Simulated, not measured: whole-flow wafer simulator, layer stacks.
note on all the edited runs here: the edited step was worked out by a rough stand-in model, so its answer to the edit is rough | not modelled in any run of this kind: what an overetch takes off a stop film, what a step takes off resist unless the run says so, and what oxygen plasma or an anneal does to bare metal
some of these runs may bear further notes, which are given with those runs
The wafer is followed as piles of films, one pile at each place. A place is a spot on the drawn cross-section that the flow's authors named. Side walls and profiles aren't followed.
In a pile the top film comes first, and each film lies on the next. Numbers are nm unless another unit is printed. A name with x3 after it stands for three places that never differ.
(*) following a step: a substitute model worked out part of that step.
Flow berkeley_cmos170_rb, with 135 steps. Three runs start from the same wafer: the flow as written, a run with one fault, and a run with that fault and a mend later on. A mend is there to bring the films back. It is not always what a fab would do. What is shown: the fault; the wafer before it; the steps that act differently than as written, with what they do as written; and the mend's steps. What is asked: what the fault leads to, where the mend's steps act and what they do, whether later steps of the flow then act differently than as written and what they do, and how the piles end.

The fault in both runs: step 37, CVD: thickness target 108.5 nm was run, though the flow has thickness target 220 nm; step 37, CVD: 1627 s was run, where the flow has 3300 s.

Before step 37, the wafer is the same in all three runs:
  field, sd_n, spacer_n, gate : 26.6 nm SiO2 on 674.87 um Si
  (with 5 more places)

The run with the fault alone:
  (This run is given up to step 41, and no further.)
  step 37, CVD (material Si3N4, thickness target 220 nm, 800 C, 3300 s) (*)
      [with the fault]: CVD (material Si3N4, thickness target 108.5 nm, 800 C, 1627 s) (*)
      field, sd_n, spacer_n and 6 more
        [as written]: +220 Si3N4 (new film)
        [with the fault]: +108.5 Si3N4 (new film)
  Every later step of the flow up to step 41 that is run acts as written at every place that is followed.
  After step 41, at field, sd_n, spacer_n and 6 more, the piles differ from the flow's by more than 2% or 0.5 nm, whichever is larger.
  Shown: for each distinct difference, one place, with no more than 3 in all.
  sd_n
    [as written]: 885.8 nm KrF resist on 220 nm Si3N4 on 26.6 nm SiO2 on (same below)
    [with the fault]: 885.8 nm KrF resist on 108.5 nm Si3N4 on 26.6 nm SiO2 on (same below)
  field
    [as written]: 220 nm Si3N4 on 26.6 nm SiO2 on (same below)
    [with the fault]: 108.5 nm Si3N4 on 26.6 nm SiO2 on (same below)

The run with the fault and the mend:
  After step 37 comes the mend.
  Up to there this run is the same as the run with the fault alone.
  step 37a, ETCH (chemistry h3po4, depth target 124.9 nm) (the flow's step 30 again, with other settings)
      field, sd_n, spacer_n and 6 more
        -108.5 Si3N4 (all of it)
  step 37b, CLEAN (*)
      leaves every film unchanged at each place that is followed
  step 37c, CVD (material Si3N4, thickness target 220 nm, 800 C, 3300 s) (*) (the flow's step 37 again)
      field, sd_n, spacer_n and 6 more
        +220 Si3N4 (new film)
  Every later step of the flow that is run acts as written at every place that is followed.
  At every place that both follow, the piles at the end match the flow's.
